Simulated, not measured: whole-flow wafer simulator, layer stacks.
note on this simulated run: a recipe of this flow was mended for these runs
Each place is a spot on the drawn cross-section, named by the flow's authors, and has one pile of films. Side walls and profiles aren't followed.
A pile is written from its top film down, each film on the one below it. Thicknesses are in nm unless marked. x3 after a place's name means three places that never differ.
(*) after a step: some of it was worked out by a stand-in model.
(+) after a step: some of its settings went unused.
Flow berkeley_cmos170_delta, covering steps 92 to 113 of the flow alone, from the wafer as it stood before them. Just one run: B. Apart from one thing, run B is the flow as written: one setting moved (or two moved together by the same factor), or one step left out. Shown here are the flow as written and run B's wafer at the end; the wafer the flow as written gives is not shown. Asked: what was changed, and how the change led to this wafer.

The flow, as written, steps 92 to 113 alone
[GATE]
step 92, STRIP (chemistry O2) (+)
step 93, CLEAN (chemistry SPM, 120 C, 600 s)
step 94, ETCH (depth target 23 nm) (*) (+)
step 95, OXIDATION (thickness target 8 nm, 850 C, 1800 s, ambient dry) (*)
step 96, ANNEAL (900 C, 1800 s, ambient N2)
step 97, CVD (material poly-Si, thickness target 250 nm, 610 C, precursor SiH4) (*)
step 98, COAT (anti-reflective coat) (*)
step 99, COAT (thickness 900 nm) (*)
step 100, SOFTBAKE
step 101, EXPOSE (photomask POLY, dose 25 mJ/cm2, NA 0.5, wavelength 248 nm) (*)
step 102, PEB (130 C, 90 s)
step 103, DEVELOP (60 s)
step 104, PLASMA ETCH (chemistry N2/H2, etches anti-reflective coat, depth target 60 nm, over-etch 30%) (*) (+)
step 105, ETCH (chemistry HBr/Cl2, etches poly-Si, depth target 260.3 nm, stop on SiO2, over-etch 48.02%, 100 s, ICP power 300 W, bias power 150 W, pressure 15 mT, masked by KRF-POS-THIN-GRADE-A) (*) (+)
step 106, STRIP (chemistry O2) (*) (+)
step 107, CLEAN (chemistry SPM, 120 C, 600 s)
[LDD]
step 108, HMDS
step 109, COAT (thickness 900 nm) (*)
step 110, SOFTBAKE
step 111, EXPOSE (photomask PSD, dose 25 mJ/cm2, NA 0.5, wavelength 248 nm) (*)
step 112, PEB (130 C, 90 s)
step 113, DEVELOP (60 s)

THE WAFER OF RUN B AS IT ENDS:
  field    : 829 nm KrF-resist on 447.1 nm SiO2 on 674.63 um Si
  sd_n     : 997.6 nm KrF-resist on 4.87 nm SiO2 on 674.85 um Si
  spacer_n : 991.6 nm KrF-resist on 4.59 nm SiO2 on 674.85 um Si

What caused this: step 95, OXIDATION: thickness target 6.08 nm was run, though the flow has thickness target 8 nm; step 95, OXIDATION: 1368 s was run, where the flow has 1800 s.

How this came from the change, step by step:
  step 95, OXIDATION (thickness target 8 nm, 850 C, 1800 s, ambient dry) (*)
      sd_n, spacer_n, gate, sd_p, spacer_p, gate_p, contact, m1: +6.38 SiO2 (new film), -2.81 Si (it would be, as written: +7.48 SiO2 (new film), -3.29 Si)
